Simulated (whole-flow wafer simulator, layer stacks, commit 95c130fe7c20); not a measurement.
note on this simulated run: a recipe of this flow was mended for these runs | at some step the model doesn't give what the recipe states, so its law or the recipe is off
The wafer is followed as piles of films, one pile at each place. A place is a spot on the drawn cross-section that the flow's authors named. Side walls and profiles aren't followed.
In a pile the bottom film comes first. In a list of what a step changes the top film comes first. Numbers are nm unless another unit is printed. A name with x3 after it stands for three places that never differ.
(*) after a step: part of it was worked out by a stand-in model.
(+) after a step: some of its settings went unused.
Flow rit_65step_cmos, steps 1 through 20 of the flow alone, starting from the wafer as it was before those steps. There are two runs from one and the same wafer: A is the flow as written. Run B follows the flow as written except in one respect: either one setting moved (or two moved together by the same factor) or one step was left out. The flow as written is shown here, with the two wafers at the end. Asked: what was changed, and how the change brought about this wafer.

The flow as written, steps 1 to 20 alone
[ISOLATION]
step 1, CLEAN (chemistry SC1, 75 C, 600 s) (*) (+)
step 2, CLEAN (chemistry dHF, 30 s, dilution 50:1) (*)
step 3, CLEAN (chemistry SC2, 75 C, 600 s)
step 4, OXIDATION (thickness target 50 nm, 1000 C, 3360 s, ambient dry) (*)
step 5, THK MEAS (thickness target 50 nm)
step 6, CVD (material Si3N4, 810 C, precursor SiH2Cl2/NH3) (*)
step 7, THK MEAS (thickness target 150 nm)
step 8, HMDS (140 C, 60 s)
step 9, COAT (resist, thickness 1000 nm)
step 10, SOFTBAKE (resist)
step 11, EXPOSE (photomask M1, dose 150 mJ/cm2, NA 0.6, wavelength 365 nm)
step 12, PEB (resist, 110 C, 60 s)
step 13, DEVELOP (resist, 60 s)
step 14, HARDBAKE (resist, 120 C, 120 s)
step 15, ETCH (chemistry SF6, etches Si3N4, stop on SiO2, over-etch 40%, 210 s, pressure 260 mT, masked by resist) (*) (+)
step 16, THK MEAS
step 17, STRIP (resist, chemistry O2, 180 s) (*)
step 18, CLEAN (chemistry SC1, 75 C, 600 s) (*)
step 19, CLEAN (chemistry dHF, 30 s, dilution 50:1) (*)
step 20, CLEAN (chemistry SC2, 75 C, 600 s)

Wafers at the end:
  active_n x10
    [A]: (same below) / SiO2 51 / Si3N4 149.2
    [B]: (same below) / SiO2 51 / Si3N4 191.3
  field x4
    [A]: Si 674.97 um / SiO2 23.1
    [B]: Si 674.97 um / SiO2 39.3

What caused this: step 6, CVD: 833 C was run, whereas the flow has 810 C.

Step by step, how the change led to this:
  step 6, CVD (material Si3N4, 810 C, precursor SiH2Cl2/NH3) (*)
      field x4, active_n x10: A +150 Si3N4 (new film) | B +192.1 Si3N4 (new film)
  step 15, ETCH (chemistry SF6, etches Si3N4, stop on SiO2, over-etch 40%, 210 s, pressure 260 mT, masked by resist) (*) (+)
      field x4: A -150 Si3N4 (all of it), -23.1 SiO2 | B -192.1 Si3N4 (all of it), -6.87 SiO2
